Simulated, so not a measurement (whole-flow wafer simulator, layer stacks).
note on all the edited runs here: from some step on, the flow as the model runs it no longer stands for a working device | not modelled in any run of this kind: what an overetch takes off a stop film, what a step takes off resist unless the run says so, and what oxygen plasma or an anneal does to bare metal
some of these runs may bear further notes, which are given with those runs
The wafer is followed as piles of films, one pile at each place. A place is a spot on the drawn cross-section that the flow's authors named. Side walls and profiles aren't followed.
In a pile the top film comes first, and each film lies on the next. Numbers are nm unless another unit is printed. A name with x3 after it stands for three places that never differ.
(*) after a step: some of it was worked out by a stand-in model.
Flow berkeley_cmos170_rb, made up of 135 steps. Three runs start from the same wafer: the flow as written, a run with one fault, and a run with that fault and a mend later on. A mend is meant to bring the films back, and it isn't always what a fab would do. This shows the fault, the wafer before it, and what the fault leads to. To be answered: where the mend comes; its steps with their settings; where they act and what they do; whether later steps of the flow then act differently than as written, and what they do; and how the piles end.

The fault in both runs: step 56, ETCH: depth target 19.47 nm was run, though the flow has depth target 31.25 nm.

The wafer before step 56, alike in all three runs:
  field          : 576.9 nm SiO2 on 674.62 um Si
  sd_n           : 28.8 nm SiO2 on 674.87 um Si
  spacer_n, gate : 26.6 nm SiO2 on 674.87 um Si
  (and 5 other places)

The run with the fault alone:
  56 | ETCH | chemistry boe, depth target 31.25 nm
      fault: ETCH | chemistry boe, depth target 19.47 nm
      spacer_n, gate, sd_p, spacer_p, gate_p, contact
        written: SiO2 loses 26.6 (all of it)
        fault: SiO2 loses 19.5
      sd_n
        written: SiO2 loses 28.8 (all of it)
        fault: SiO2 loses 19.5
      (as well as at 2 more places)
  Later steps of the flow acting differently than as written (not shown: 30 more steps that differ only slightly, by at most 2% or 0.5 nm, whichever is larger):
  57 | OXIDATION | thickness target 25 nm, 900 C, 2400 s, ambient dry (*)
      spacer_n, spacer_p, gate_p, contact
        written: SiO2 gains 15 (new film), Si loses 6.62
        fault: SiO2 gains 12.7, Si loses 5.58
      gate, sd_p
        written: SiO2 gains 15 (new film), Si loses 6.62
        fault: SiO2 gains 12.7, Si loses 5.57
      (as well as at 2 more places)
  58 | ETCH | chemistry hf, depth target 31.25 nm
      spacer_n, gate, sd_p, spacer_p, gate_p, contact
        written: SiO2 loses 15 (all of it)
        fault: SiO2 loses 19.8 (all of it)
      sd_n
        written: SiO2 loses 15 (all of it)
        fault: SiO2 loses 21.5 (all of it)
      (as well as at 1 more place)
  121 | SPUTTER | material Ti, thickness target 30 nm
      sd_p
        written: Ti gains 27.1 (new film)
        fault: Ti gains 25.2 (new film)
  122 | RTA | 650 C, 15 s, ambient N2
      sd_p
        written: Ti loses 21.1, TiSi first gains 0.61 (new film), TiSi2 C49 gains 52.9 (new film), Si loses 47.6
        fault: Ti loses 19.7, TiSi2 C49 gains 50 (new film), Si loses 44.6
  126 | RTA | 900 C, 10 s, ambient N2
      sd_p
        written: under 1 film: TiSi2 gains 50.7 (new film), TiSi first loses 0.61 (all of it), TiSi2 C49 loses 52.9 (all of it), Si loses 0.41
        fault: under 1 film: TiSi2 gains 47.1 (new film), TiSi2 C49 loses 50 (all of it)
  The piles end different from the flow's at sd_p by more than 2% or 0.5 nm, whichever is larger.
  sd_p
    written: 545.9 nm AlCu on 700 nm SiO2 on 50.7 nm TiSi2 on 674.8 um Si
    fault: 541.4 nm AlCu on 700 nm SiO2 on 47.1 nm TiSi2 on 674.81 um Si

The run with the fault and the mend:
  The mend follows step 56.
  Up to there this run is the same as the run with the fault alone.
  56a | ETCH | chemistry boe, depth target 11.78 nm (a further turn of the flow's step 56, with different settings)
      spacer_n, spacer_p, gate_p, contact
        SiO2 loses 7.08 (all of it)
      gate, sd_p
        SiO2 loses 7.16 (all of it)
      field
        SiO2 loses 11.8
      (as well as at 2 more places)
  Later steps of the flow that are run all act as written at every place that is followed, up to a difference of at most 2% or 0.5 nm, whichever is larger.
  The piles end the same as the flow's at every place that both follow.
